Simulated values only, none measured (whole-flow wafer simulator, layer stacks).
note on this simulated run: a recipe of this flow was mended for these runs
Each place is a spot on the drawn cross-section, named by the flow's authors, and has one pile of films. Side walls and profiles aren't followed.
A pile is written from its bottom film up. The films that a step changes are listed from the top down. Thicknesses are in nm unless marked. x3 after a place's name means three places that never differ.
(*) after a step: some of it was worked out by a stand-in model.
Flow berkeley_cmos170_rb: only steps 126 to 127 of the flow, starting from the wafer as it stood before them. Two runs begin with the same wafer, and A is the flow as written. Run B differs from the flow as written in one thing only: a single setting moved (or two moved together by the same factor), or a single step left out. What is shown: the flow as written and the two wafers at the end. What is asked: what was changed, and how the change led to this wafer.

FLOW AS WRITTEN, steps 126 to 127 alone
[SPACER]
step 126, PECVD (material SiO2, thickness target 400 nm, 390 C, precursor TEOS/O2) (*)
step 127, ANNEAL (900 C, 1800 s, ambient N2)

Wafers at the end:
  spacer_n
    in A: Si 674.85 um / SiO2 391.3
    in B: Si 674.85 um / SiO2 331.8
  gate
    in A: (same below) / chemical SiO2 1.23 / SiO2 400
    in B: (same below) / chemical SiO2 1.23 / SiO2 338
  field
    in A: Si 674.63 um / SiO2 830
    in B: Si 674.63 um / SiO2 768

What caused this: step 126, PECVD: thickness target 338 nm was run, while the flow as written has thickness target 400 nm.
The wafer itself shows it: gate has SiO2 338, and step 126 as written asks for 400 nm.

Step by step, how the change led to this:
  step 126, PECVD (material SiO2, thickness target 400 nm, 390 C, precursor TEOS/O2) (*)
      field, sd_n, contact, m1: A +400 SiO2 | B +338 SiO2
      spacer_n, sd_p, spacer_p: A +385.3 SiO2 | B +325.8 SiO2
      (and at 2 other places as well)
